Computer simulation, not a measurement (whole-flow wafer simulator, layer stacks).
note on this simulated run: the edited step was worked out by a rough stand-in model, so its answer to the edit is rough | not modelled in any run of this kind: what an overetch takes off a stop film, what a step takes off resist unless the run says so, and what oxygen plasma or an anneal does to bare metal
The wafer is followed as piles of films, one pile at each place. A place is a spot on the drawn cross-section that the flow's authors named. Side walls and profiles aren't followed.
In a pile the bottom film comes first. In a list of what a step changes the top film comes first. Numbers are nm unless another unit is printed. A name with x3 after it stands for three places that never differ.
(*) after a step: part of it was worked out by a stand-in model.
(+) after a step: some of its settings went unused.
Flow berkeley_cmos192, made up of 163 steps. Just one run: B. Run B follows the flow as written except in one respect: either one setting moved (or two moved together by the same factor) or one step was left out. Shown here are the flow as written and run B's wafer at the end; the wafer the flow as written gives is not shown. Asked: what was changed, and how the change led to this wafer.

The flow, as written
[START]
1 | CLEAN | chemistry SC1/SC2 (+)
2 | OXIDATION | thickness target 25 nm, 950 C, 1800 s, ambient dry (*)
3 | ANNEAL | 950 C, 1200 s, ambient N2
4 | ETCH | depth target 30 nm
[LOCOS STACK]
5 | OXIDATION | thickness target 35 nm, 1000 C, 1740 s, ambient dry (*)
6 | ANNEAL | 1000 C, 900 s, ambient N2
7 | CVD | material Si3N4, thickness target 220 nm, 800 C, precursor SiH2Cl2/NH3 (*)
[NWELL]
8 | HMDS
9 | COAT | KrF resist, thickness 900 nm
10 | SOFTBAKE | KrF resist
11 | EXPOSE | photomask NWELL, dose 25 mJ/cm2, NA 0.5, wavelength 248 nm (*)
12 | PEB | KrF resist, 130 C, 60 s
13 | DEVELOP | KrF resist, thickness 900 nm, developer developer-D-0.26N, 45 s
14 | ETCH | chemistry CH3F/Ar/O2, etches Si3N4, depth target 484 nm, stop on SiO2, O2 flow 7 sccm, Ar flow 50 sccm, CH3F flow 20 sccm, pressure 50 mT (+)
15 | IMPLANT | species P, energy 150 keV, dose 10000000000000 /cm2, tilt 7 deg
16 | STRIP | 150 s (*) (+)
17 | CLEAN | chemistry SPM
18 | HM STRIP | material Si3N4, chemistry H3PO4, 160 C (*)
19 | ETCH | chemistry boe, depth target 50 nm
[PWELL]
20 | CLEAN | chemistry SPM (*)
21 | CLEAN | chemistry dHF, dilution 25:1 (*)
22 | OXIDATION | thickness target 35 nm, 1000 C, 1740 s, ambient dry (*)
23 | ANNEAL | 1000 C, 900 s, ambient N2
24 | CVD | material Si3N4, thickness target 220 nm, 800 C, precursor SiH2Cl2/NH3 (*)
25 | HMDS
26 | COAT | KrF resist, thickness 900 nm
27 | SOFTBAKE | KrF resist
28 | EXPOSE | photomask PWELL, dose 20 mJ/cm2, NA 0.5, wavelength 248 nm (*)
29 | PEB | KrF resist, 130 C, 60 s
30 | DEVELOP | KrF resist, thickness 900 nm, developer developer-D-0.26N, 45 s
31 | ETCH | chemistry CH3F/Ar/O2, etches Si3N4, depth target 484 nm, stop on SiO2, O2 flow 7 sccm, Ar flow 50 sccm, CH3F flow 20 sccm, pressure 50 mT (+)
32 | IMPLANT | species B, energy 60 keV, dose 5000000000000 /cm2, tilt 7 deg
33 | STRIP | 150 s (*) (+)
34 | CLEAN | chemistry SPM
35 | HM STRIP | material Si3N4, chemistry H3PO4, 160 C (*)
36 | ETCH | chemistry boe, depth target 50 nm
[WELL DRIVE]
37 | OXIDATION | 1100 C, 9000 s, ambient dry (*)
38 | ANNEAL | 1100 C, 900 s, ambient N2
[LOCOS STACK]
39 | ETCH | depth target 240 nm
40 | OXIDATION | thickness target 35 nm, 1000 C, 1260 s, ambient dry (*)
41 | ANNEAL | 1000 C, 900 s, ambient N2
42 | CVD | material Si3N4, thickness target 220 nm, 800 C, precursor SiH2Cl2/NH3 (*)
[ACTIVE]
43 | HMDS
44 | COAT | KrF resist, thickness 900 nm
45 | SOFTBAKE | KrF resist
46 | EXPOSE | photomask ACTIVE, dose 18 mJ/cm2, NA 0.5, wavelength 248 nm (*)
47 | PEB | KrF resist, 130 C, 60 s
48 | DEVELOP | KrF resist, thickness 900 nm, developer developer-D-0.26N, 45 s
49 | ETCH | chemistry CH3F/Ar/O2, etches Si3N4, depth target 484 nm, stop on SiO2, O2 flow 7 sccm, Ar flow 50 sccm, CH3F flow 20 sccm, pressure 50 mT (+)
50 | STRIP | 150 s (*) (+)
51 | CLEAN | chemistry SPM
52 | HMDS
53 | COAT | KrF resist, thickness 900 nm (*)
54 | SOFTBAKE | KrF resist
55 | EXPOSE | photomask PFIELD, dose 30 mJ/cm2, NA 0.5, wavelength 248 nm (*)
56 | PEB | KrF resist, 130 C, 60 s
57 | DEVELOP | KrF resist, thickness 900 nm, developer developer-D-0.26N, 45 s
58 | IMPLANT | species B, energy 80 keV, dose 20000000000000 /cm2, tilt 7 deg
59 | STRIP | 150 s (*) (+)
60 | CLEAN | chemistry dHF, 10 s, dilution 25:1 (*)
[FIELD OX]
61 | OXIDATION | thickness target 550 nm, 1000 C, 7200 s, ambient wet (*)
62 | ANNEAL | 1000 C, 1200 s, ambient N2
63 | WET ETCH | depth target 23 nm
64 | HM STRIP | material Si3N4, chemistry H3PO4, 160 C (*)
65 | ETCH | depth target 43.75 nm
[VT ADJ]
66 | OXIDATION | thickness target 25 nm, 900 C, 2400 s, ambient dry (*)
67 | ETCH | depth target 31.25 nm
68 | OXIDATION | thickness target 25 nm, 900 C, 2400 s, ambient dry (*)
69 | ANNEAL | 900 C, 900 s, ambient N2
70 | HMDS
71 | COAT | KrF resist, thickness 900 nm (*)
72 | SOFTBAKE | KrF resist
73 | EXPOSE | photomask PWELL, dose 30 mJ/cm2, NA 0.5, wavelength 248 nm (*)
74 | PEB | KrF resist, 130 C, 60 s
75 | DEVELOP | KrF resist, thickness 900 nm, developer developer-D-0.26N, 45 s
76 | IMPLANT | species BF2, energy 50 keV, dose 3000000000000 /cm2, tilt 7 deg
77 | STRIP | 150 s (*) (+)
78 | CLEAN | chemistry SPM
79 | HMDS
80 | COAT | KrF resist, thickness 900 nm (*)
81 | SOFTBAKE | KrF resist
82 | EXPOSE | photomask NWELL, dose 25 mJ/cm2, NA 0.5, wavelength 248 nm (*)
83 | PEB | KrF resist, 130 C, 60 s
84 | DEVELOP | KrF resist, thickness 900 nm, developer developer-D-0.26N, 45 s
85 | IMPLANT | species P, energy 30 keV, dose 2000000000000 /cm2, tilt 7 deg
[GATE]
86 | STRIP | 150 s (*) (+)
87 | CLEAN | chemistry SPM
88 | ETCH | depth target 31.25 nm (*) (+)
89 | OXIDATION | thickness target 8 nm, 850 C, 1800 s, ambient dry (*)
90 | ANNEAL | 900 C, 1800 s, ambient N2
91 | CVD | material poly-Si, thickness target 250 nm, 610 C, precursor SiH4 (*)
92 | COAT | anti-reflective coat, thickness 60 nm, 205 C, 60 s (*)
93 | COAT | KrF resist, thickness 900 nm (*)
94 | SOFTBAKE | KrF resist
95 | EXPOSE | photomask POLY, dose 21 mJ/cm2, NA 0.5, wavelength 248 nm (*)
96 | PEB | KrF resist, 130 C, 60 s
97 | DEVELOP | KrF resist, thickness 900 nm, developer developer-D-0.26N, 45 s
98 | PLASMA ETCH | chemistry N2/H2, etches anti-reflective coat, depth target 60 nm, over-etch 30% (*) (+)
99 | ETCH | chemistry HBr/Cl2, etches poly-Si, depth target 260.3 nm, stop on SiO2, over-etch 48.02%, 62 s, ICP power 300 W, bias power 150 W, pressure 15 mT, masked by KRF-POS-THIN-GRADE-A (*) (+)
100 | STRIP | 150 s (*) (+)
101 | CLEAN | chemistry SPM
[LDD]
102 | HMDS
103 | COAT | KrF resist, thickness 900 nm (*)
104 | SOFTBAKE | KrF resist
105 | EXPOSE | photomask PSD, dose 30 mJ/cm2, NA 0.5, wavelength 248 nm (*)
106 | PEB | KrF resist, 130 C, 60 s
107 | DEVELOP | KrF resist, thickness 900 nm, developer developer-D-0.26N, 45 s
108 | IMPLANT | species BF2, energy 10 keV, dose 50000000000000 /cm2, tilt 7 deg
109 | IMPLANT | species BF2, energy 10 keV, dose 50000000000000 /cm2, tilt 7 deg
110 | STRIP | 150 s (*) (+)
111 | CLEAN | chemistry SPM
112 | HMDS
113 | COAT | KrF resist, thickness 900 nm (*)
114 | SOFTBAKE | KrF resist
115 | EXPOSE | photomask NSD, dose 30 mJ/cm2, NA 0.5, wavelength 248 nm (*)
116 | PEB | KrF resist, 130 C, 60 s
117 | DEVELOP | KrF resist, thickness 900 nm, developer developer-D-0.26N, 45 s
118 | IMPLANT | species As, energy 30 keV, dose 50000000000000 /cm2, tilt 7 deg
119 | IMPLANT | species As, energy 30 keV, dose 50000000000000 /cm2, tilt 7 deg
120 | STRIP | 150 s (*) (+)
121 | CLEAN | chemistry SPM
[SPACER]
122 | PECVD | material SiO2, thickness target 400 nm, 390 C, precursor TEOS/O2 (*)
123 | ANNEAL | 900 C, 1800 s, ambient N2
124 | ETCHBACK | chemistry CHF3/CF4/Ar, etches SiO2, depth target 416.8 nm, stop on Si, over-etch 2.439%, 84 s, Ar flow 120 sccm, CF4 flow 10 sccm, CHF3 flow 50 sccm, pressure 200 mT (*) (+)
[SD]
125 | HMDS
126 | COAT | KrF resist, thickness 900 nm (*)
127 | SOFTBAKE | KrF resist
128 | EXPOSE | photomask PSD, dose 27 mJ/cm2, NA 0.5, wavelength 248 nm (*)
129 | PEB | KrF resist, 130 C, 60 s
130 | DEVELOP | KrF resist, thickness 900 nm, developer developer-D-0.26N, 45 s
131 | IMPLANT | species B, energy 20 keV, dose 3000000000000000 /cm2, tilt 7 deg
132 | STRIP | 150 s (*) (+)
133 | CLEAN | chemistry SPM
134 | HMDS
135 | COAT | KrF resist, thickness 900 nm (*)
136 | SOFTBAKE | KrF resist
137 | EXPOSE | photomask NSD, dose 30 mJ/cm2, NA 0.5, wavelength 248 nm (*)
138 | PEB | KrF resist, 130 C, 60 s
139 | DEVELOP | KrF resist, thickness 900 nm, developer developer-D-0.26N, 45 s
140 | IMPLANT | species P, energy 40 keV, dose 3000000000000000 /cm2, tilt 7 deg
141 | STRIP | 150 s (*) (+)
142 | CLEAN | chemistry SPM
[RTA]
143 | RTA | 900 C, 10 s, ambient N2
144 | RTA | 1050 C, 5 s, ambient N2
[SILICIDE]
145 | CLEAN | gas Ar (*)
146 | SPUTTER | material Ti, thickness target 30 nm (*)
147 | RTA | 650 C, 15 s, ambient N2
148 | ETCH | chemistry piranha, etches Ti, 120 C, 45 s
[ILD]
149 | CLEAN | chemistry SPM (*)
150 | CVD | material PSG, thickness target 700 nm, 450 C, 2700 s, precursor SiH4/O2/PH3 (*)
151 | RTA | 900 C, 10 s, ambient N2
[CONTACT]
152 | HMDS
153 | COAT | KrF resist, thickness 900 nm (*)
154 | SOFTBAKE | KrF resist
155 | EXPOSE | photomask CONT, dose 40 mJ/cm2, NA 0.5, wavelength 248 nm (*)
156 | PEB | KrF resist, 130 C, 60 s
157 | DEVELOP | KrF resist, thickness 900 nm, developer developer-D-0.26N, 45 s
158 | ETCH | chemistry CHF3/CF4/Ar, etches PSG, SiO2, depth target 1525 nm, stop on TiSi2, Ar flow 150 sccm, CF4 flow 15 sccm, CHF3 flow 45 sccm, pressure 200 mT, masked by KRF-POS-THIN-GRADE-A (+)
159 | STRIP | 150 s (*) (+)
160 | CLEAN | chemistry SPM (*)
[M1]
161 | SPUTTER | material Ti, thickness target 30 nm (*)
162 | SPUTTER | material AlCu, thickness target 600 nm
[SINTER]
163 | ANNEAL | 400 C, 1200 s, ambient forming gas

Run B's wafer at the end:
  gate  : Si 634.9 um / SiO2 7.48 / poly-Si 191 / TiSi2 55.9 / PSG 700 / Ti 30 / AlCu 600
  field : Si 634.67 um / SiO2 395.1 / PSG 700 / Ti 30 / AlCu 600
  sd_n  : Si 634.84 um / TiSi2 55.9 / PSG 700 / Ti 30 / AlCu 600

Cause: step 37, OXIDATION: 990 C was run, while the flow as written has 1100 C.

How this came from the change, step by step:
  37 | OXIDATION | 1100 C, 9000 s, ambient dry (*)
      field, sd_n, spacer_n and 6 more: SiO2 gains 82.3 (new film), Si loses 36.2 (it would be, as written: SiO2 gains 197.6 (new film), Si loses 86.9)
  39 | ETCH | depth target 240 nm
      field, sd_n, spacer_n and 6 more: SiO2 loses 82.3 (all of it) (it would be, as written: SiO2 loses 197.6 (all of it))
